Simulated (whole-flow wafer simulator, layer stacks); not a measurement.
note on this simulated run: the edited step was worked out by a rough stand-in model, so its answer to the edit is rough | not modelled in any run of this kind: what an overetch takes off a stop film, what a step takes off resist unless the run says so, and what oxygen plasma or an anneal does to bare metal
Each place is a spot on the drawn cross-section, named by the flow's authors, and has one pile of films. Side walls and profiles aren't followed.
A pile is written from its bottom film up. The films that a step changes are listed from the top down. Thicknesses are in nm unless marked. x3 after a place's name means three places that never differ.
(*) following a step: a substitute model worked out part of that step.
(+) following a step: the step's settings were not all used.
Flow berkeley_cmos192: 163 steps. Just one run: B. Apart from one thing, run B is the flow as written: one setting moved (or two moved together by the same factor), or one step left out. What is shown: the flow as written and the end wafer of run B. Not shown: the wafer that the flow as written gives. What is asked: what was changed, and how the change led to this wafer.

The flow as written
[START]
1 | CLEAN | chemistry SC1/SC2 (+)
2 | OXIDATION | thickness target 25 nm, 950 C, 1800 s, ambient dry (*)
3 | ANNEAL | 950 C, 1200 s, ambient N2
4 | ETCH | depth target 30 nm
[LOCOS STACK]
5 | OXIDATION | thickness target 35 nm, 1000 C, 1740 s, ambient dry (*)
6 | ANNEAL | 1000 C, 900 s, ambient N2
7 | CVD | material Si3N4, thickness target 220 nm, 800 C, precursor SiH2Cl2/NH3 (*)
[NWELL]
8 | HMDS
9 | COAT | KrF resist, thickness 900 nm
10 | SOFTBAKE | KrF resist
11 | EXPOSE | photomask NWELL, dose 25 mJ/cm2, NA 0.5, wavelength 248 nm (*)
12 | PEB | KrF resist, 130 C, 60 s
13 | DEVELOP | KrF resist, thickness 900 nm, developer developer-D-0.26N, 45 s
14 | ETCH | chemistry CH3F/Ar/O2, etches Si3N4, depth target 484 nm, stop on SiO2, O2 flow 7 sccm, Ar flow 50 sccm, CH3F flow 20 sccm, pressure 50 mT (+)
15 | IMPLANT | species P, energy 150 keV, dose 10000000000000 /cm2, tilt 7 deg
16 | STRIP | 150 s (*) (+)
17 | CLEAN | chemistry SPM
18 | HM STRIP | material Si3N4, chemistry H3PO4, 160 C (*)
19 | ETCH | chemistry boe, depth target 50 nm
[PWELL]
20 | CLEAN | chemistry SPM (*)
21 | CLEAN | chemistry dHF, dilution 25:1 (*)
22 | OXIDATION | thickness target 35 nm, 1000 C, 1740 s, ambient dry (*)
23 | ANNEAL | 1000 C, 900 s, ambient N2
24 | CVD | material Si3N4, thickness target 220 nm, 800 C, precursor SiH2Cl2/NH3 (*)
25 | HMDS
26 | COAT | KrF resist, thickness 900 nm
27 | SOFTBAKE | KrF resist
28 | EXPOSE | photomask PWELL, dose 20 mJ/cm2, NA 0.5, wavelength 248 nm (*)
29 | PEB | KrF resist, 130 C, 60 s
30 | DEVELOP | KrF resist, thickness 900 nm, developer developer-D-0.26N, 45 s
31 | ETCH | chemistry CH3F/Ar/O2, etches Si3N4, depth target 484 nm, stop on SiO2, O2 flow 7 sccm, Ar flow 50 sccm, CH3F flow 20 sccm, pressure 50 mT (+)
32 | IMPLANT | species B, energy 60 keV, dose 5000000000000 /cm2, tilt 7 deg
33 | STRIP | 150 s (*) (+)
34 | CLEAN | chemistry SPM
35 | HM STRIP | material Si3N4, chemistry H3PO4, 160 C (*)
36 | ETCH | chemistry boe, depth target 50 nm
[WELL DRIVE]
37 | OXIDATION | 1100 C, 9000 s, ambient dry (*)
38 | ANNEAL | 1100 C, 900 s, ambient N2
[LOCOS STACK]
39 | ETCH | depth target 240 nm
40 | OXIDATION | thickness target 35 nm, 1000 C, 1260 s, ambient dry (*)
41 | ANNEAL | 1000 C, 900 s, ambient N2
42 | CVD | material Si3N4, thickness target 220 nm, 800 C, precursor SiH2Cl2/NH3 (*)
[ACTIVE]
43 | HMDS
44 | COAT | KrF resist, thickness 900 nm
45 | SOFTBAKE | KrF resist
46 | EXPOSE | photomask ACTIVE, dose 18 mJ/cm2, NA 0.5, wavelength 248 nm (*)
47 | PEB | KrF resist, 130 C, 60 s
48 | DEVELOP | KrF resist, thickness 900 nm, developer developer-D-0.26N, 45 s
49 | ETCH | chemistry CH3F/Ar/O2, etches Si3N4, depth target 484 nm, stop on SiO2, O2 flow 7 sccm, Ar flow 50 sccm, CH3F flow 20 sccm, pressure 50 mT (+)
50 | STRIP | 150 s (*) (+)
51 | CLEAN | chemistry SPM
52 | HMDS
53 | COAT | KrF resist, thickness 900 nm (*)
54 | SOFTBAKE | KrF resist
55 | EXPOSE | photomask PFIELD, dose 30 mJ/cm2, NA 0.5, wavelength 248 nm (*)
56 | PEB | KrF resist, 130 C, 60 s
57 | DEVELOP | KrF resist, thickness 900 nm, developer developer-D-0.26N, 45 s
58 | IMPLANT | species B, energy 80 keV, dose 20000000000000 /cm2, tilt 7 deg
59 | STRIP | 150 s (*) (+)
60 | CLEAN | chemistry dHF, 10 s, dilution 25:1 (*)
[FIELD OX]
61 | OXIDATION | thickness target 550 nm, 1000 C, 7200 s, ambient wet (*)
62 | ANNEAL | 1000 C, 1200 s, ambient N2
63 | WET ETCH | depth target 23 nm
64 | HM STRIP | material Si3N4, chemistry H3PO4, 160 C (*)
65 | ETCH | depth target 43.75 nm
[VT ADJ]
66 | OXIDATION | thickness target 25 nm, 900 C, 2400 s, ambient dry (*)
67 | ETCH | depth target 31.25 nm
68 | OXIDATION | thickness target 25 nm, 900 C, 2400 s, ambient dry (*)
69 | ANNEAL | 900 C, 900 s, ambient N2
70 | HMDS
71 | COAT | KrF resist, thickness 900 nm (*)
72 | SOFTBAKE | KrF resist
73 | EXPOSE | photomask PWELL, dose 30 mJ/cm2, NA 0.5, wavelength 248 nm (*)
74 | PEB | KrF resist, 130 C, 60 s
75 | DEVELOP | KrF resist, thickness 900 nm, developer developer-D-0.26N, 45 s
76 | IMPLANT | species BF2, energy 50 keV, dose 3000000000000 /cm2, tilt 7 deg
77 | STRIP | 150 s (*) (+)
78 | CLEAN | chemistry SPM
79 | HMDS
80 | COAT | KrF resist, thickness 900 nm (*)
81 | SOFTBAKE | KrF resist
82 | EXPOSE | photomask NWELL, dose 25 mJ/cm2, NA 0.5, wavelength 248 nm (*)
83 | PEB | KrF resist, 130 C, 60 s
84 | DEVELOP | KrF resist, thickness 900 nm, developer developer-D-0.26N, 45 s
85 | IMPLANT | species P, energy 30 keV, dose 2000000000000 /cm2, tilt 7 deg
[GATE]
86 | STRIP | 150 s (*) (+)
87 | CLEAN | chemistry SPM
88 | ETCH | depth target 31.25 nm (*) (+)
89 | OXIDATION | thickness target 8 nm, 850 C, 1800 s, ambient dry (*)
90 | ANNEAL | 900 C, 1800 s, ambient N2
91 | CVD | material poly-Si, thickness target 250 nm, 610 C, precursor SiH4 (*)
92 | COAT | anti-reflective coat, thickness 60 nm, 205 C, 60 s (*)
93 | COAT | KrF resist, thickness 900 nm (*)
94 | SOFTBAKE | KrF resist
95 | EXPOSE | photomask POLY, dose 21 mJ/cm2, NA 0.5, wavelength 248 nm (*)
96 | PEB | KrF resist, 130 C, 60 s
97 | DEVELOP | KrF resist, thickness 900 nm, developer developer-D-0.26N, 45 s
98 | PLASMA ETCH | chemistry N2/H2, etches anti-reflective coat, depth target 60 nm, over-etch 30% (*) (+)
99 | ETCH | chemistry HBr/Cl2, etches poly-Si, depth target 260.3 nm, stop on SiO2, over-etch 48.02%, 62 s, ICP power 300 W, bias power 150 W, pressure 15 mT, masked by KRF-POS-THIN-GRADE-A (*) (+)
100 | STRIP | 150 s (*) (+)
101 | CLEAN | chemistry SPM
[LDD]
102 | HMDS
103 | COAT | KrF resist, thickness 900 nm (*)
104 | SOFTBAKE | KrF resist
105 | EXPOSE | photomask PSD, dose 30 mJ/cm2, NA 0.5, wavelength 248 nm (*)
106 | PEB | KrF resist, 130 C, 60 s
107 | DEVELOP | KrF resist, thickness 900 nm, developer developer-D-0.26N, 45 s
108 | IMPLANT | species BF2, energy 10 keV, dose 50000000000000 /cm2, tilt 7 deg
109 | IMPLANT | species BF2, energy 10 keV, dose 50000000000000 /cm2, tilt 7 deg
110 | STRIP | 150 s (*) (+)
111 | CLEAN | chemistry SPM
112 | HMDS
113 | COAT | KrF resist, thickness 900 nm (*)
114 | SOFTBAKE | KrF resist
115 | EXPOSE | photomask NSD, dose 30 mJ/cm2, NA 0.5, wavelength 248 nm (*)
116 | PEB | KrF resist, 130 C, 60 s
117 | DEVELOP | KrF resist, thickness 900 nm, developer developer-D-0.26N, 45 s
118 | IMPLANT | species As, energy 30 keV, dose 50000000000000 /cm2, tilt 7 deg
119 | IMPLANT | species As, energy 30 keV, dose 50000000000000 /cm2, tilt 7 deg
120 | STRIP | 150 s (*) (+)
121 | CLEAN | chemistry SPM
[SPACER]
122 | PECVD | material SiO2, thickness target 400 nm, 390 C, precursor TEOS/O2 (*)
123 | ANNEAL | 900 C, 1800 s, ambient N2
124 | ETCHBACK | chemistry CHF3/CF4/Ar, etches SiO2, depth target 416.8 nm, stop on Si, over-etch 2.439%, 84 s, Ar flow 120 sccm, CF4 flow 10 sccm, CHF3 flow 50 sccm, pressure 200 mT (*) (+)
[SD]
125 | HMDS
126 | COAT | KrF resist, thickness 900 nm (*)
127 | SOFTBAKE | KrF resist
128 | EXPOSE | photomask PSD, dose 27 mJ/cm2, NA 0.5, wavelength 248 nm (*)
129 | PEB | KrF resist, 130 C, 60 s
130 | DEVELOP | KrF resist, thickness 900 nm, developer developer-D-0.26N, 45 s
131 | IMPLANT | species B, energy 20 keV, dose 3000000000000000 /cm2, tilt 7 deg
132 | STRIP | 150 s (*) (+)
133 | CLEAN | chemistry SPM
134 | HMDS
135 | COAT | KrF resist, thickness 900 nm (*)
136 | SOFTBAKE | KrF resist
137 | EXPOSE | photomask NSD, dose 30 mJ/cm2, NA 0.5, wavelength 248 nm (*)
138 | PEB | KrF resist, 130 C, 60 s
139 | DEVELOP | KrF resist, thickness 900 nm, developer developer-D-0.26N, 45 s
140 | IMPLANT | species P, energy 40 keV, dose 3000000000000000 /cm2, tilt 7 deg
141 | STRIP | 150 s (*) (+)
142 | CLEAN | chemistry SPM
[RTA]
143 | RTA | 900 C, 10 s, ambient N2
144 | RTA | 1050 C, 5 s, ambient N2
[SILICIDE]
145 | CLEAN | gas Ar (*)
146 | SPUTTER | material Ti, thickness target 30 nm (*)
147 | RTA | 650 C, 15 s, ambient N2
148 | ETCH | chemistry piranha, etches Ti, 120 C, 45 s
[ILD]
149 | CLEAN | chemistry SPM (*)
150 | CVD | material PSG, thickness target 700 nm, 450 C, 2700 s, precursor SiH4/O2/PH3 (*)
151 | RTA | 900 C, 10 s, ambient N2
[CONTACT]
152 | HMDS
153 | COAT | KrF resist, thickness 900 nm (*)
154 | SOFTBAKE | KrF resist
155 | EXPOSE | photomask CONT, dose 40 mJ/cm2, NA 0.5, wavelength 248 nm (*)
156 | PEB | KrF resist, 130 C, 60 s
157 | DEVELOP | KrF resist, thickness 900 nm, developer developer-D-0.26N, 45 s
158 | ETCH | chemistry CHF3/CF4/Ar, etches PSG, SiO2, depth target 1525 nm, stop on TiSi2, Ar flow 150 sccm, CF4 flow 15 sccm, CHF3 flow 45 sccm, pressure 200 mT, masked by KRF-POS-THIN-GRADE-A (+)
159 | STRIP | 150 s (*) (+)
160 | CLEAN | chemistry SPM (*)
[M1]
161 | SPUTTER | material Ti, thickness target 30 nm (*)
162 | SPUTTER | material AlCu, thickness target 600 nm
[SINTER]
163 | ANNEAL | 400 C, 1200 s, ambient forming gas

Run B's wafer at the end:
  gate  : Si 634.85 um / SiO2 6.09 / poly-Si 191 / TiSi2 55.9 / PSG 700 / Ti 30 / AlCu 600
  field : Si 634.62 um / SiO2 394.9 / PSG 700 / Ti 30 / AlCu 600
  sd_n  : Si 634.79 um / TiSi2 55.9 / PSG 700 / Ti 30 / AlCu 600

Cause: step 89, OXIDATION: 1260 s was run, while the flow as written has 1800 s.

The path from the change to this, step by step:
  89 | OXIDATION | thickness target 8 nm, 850 C, 1800 s, ambient dry (*)
      sd_n, spacer_n, gate, sd_p, spacer_p, gate_p, contact, m1: SiO2 gains 6.09 (new film), Si loses 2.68 (as written it would have been: SiO2 gains 7.48 (new film), Si loses 3.29)
